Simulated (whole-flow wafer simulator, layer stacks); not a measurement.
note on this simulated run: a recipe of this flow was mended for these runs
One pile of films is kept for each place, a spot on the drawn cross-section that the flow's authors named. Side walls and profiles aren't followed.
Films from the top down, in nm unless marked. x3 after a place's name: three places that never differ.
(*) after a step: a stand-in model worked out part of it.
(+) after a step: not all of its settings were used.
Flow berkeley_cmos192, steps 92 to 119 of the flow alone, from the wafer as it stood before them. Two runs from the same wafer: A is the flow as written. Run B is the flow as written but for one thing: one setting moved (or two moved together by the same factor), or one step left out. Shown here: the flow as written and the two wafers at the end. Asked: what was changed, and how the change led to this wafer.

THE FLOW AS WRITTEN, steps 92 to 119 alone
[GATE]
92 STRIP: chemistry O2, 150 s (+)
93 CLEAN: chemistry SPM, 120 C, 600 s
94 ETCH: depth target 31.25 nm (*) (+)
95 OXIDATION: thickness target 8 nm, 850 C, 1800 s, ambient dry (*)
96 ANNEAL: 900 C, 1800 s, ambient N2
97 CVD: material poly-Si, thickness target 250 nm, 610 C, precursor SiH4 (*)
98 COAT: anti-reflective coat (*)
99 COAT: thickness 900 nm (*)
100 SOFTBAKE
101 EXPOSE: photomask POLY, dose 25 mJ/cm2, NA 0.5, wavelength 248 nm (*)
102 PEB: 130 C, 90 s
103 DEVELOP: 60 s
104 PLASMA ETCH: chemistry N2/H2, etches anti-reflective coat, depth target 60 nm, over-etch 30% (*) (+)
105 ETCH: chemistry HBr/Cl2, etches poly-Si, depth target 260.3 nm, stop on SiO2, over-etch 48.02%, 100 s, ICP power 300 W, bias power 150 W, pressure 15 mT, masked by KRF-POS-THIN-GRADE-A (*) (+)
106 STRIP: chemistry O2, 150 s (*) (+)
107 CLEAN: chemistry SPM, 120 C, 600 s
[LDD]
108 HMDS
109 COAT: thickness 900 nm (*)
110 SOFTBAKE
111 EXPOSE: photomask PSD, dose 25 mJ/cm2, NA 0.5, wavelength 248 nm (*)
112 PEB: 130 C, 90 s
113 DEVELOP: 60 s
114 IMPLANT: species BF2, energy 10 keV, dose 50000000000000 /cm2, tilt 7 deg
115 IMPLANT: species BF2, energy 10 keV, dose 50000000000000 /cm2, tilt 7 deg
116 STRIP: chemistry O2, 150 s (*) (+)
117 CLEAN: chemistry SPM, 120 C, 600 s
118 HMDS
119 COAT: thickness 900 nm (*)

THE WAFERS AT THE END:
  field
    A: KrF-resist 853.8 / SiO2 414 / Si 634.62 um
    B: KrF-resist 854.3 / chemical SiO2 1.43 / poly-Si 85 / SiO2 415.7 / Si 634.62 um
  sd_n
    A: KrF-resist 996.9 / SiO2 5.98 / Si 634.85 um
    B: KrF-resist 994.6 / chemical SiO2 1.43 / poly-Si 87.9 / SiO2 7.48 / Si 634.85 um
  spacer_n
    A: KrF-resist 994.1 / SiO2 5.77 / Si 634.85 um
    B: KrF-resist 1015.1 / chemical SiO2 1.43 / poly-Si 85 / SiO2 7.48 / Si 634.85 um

The cause: step 97, CVD: thickness target 475 nm was run, where the flow has thickness target 250 nm.

How the change led to this, step by step:
  97 CVD: material poly-Si, thickness target 250 nm, 610 C, precursor SiH4 (*)
      field, sd_n, spacer_n and 6 more: A poly-Si +250 (new film) | B poly-Si +475 (new film)
  98 COAT: anti-reflective coat (*)
      field: A anti-reflective coat +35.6 (new film) | B anti-reflective coat +37.3 (new film)
      sd_n: A anti-reflective coat +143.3 (new film) | B anti-reflective coat +150.2 (new film)
      (and at 2 more places)
  104 PLASMA ETCH: chemistry N2/H2, etches anti-reflective coat, depth target 60 nm, over-etch 30% (*) (+)
      field: A anti-reflective coat -35.6 (all of it), poly-Si -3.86 | B anti-reflective coat -37.3 (all of it), poly-Si -4.05
      sd_n: A anti-reflective coat -143.3 (all of it), poly-Si -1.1 | B anti-reflective coat -150.2 (all of it), poly-Si -1.16
      (and at 2 more places)
  105 ETCH: chemistry HBr/Cl2, etches poly-Si, depth target 260.3 nm, stop on SiO2, over-etch 48.02%, 100 s, ICP power 300 W, bias power 150 W, pressure 15 mT, masked by KRF-POS-THIN-GRADE-A (*) (+)
      spacer_n, spacer_p: A poly-Si -246.2 (all of it), SiO2 -1.71 | B poly-Si -385.3
      field: A poly-Si -246.1 (all of it), SiO2 -1.71 | B poly-Si -385.3
      (and at 4 more places)
  106 STRIP: chemistry O2, 150 s (*) (+)
      field, sd_n, spacer_n, sd_p, spacer_p, contact, m1: A nothing | B chemical SiO2 +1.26 (new film), poly-Si -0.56
  109 COAT: thickness 900 nm (*)
      spacer_n: A KrF-resist +994 (new film) | B KrF-resist +1015 (new film)
      gate: A KrF-resist +743.5 (new film) | B KrF-resist +629.3 (new film)
      (and at 2 more places)
  113 DEVELOP: 60 s
      spacer_p: A KrF-resist -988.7 (all of it) | B KrF-resist -1009.5 (all of it)
      gate_p: A KrF-resist -738.2 (all of it) | B KrF-resist -624.1 (all of it)
  116 STRIP: chemistry O2, 150 s (*) (+)
      spacer_n: A KrF-resist -976.9 (all of it) | B KrF-resist -997.8 (all of it), chemical SiO2 +0.16, poly-Si -0.07
      gate: A KrF-resist -727 (all of it), chemical SiO2 +0.2, poly-Si -0.09 | B KrF-resist -613 (all of it), chemical SiO2 +0.2, poly-Si -0.09
  119 COAT: thickness 900 nm (*)
      spacer_n: A KrF-resist +994.1 (new film) | B KrF-resist +1015.1 (new film)
      gate: A KrF-resist +743.4 (new film) | B KrF-resist +629.3 (new film)
      (and at 2 more places)
